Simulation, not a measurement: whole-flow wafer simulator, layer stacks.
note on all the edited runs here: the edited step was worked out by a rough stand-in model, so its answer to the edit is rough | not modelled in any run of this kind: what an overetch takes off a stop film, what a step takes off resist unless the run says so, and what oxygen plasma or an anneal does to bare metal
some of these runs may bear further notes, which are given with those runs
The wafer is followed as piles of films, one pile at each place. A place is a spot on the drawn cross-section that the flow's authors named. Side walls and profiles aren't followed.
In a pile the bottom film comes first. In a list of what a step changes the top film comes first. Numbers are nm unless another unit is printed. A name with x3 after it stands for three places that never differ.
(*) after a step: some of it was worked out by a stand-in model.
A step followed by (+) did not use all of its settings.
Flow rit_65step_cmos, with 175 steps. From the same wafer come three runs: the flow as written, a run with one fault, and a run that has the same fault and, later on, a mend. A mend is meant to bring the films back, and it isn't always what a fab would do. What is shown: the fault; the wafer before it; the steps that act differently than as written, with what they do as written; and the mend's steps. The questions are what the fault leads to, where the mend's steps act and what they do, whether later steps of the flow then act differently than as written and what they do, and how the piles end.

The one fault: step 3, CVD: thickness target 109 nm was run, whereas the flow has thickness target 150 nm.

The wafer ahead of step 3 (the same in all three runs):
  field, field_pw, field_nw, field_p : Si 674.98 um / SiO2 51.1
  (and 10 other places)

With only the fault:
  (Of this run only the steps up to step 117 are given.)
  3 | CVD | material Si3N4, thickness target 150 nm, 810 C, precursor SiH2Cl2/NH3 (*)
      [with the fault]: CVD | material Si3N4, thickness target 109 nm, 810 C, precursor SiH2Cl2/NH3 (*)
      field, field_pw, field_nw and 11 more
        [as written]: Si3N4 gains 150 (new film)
        [with the fault]: Si3N4 gains 109 (new film)
  Steps further on in the flow that do not act as written (36 more steps, not shown, differ only slightly: by at most 2% or 0.5 nm, whichever is larger):
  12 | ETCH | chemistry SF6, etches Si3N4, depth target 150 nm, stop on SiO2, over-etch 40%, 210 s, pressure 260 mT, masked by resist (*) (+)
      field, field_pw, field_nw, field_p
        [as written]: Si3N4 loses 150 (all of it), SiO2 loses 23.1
        [with the fault]: Si3N4 loses 109 (all of it), SiO2 loses 38.8
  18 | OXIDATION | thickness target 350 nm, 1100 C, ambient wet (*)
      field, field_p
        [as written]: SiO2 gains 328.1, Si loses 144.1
        [with the fault]: SiO2 gains 340.8, Si loses 149.7
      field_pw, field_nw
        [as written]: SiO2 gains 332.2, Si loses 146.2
        [with the fault]: SiO2 gains 344.2, Si loses 151.4
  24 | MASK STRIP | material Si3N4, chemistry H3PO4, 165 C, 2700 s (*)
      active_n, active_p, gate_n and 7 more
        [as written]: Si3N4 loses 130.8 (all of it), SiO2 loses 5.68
        [with the fault]: Si3N4 loses 89.8 (all of it), SiO2 loses 7.25
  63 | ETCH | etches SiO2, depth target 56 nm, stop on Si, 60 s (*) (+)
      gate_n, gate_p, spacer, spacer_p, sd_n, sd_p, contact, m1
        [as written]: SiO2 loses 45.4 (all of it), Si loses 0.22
        [with the fault]: SiO2 loses 43.9 (all of it), Si loses 0.25
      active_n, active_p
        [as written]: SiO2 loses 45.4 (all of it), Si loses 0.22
        [with the fault]: SiO2 loses 43.8 (all of it), Si loses 0.25
  The piles after step 117 are only slightly different from the flow's at the places that both follow, by no more than 2% or 0.5 nm, whichever is larger.

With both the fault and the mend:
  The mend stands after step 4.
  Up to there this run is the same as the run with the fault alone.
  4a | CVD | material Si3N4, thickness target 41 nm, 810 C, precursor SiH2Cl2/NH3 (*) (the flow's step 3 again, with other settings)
      field, field_pw, field_nw and 11 more
        Si3N4 gains 41
  None of the later steps of the flow acts differently than as written at any place that is followed.
  By the end, the piles equal the flow's at every place that both follow.
